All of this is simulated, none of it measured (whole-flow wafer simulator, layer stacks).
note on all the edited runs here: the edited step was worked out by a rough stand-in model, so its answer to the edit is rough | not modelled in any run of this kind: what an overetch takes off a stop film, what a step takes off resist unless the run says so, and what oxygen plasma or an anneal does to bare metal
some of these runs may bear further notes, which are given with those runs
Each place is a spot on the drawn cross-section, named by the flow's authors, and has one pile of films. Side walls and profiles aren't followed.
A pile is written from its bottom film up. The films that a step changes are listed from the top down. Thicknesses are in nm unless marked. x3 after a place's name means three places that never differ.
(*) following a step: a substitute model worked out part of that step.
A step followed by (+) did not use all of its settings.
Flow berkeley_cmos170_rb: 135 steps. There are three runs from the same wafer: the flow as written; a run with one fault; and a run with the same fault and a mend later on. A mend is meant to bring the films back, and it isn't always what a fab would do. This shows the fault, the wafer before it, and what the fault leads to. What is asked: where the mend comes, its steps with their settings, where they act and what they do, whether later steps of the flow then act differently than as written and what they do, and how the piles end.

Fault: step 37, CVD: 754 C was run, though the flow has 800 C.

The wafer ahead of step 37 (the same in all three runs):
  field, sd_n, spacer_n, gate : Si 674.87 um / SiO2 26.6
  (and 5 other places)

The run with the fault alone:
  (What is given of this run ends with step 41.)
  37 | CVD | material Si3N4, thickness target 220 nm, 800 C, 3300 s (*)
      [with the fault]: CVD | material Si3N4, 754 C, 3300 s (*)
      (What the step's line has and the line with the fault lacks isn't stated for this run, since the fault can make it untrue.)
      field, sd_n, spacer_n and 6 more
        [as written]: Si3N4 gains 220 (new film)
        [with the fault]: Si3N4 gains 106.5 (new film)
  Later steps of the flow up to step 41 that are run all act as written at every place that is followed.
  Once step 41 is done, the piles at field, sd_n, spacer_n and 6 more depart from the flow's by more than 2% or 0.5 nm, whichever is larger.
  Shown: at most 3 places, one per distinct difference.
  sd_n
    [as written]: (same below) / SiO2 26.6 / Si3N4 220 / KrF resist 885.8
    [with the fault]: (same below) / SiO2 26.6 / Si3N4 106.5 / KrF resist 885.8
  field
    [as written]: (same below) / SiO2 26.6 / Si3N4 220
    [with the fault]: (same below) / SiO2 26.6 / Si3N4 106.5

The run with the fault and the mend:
  After step 41 comes the mend.
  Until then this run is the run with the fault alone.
  41a | STRIP (*) (+)
      sd_n, spacer_n, gate, sd_p, spacer_p, gate_p, contact, m1
        KrF resist loses 885.8 (all of it)
  41b | CLEAN (*)
      leaves every film unchanged at each place that is followed
  41c | CVD | material Si3N4, thickness target 113.5 nm, 800 C, 1702 s (*) (a further turn of the flow's step 37, with different settings)
      field, sd_n, spacer_n and 6 more
        Si3N4 gains 113.5
  41d | COAT | KrF resist, thickness 900 nm (a further turn of the flow's step 38)
      field, sd_n, spacer_n and 6 more
        KrF resist gains 900 (new film)
  41e | EXPOSE | photomask ACTIVE (a further turn of the flow's step 39)
      leaves every film unchanged at each place that is followed
  41f | PEB | 130 C, 60 s (*) (a further turn of the flow's step 40)
      leaves every film unchanged at each place that is followed
  41g | DEVELOP | developer developer-D-0.26N, 45 s (a further turn of the flow's step 41)
      sd_n, spacer_n, gate, sd_p, spacer_p, gate_p, contact, m1
        KrF resist loses 14.2
      field
        KrF resist loses 900 (all of it)
  Later steps of the flow that are run all act as written at every place that is followed.
  At every place that both follow, the piles at the end match the flow's.
